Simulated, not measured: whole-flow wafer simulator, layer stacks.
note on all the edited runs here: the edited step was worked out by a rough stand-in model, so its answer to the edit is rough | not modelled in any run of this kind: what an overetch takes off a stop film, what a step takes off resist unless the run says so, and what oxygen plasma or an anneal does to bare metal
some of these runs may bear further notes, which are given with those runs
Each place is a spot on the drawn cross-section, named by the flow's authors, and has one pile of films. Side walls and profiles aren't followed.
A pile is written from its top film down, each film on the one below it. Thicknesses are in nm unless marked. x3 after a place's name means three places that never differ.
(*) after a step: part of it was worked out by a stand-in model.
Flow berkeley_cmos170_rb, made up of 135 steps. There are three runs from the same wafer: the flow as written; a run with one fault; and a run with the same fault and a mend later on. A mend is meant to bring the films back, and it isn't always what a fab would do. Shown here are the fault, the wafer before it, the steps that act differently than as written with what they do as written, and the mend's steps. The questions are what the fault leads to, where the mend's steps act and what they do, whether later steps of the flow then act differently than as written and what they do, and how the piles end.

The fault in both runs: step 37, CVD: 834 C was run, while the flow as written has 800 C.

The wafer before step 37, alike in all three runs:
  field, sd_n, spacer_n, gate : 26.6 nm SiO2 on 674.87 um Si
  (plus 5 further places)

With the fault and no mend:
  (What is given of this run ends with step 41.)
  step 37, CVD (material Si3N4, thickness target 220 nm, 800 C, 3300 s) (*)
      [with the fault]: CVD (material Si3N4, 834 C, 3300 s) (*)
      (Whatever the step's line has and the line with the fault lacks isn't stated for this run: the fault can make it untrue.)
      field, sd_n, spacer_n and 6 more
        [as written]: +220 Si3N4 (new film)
        [with the fault]: +324.9 Si3N4 (new film)
  Later steps of the flow up to step 41 that are run all act as written at every place that is followed.
  The piles after step 41 differ from the flow's at field, sd_n, spacer_n and 6 more by more than 2% or 0.5 nm, whichever is larger.
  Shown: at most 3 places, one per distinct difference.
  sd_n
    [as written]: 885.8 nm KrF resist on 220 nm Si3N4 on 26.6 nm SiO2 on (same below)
    [with the fault]: 885.8 nm KrF resist on 324.9 nm Si3N4 on 26.6 nm SiO2 on (same below)
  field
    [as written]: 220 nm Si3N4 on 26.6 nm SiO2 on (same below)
    [with the fault]: 324.9 nm Si3N4 on 26.6 nm SiO2 on (same below)

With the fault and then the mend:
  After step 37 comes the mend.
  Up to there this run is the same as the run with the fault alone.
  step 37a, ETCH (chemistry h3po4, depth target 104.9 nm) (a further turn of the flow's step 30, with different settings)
      field, sd_n, spacer_n and 6 more
        -104.9 Si3N4
  Later steps of the flow that are run all act as written at every place that is followed.
  The piles end the same as the flow's at every place that both follow.
